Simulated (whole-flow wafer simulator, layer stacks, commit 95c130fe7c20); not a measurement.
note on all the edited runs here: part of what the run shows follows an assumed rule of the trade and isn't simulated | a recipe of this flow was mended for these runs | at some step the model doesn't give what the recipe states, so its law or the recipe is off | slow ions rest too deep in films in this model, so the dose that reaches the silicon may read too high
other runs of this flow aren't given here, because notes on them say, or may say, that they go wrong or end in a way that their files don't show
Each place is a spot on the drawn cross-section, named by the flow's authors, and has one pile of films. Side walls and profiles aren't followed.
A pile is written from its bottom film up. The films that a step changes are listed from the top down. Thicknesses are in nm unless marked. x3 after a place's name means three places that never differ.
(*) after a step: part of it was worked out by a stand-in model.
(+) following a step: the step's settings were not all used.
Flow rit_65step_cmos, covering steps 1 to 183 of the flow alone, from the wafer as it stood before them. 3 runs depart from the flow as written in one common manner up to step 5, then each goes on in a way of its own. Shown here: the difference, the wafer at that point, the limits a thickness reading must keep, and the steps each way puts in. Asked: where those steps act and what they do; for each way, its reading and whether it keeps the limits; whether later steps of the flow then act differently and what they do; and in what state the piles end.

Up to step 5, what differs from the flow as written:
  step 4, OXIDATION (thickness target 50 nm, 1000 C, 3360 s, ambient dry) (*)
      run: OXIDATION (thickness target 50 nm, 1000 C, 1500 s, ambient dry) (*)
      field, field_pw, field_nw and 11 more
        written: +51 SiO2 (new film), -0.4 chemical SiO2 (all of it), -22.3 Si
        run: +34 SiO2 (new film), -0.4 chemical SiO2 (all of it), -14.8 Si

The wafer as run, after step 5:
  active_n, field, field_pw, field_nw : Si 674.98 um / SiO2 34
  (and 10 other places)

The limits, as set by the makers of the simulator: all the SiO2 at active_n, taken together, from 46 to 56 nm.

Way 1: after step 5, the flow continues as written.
  The reading taken after step 5 is 34 nm, which is outside the limits.
  Steps further on in the flow that do not act as written (not shown: 54 more steps that differ only slightly, by at most 2% or 0.5 nm, whichever is larger):
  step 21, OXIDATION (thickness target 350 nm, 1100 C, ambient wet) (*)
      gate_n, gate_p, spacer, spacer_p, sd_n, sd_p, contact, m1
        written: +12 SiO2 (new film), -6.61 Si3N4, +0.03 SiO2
        way: +12 SiO2 (new film), -6.61 Si3N4
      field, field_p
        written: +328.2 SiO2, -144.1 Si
        way: +341.2 SiO2, -149.8 Si
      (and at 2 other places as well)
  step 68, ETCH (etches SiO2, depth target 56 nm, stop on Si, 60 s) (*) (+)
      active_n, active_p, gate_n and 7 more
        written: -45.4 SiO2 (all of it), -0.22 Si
        way: -28.3 SiO2 (all of it), -0.57 Si
  At the end the piles are close to the flow's at the places that both follow, differing by at most 2% or 0.5 nm, whichever is larger.

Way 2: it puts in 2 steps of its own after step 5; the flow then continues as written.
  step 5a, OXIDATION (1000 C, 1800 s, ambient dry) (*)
      field, field_pw, field_nw and 11 more
        +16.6 SiO2, -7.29 Si
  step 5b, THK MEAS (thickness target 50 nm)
      does not change any film at any place that is followed
  The reading taken after step 5b is 50.5 nm, which is within the limits.
  None of the later steps of the flow differs from how it acts as written, at any place that is followed, by more than 2% or 0.5 nm, whichever is larger.
  At the end the piles are close to the flow's at the places that both follow, differing by at most 2% or 0.5 nm, whichever is larger.

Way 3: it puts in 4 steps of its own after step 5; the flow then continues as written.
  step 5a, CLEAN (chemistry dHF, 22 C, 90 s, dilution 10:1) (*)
      field, field_pw, field_nw and 11 more
        -34 SiO2 (all of it)
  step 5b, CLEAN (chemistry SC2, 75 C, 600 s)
      field, field_pw, field_nw and 11 more
        +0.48 chemical SiO2 (new film), -0.21 Si
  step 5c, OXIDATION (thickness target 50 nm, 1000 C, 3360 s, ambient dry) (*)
      field, field_pw, field_nw and 11 more
        +51 SiO2 (new film), -0.48 chemical SiO2 (all of it), -22.3 Si
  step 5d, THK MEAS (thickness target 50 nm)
      does not change any film at any place that is followed
  The reading taken after step 5d is 51 nm, which is within the limits.
  None of the later steps of the flow differs from how it acts as written, at any place that is followed, by more than 2% or 0.5 nm, whichever is larger.
  At the end the piles are close to the flow's at the places that both follow, differing by at most 2% or 0.5 nm, whichever is larger.

Inside the limits: way 2, way 3. Outside the limits: way 1.
